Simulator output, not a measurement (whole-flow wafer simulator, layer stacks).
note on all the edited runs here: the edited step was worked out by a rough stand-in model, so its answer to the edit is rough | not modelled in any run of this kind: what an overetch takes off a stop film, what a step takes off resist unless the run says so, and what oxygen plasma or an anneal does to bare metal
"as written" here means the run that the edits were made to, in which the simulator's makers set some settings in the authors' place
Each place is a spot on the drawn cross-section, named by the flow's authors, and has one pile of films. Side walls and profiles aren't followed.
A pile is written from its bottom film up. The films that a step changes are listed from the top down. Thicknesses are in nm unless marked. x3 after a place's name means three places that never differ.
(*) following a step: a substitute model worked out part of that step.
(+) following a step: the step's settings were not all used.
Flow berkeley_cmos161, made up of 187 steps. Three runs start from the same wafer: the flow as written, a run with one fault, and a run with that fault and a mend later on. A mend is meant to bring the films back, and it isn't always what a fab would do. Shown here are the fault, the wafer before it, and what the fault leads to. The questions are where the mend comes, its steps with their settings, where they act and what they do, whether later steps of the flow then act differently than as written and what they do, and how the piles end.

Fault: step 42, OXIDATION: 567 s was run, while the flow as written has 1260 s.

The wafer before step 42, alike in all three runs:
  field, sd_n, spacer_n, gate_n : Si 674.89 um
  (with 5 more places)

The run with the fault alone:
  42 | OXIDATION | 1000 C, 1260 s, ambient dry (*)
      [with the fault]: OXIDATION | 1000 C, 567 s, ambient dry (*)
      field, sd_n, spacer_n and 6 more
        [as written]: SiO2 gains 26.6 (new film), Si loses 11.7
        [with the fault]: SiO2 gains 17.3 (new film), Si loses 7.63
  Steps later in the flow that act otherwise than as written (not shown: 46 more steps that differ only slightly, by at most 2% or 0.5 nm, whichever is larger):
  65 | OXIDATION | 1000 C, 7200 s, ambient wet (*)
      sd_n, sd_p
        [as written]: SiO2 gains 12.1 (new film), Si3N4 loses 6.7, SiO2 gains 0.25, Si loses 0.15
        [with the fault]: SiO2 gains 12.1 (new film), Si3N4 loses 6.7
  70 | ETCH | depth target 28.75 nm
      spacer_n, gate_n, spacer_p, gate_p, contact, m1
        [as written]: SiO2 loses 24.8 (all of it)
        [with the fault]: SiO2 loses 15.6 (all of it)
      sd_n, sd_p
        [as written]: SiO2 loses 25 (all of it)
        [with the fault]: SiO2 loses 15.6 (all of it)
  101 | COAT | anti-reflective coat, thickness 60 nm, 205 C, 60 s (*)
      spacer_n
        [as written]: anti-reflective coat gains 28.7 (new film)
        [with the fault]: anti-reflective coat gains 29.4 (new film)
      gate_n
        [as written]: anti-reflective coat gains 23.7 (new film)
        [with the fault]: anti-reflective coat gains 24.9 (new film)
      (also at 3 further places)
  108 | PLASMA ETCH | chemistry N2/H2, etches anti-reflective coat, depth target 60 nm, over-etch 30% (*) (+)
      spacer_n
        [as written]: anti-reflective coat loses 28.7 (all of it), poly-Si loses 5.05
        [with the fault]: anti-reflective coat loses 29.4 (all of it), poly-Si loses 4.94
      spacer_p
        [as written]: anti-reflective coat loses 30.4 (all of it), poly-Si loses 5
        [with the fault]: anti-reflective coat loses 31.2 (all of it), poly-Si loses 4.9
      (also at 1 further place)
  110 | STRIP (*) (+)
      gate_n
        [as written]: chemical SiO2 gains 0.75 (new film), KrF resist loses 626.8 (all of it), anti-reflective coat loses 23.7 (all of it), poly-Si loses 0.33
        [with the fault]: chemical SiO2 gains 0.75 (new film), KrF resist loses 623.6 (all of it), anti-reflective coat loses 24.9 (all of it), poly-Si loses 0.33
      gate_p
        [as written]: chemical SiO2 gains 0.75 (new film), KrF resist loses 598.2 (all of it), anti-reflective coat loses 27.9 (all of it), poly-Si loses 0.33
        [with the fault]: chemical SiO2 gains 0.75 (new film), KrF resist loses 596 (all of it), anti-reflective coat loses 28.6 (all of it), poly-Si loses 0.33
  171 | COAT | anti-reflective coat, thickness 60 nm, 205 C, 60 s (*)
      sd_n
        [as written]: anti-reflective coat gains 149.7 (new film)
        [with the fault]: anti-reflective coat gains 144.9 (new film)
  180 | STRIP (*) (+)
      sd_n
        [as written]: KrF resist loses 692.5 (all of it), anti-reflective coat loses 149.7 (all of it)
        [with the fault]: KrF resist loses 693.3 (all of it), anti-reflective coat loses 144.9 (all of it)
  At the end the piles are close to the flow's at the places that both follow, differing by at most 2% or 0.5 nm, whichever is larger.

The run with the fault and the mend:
  After step 42 comes the mend.
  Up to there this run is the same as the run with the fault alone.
  42a | OXIDATION | 1000 C, 693 s, ambient dry (*) (the flow's step 42 again, with other settings)
      field, sd_n, spacer_n and 6 more
        SiO2 gains 9.21, Si loses 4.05
  Every later step of the flow that is run acts as written at every place that is followed.
  The piles end the same as the flow's at every place that both follow.
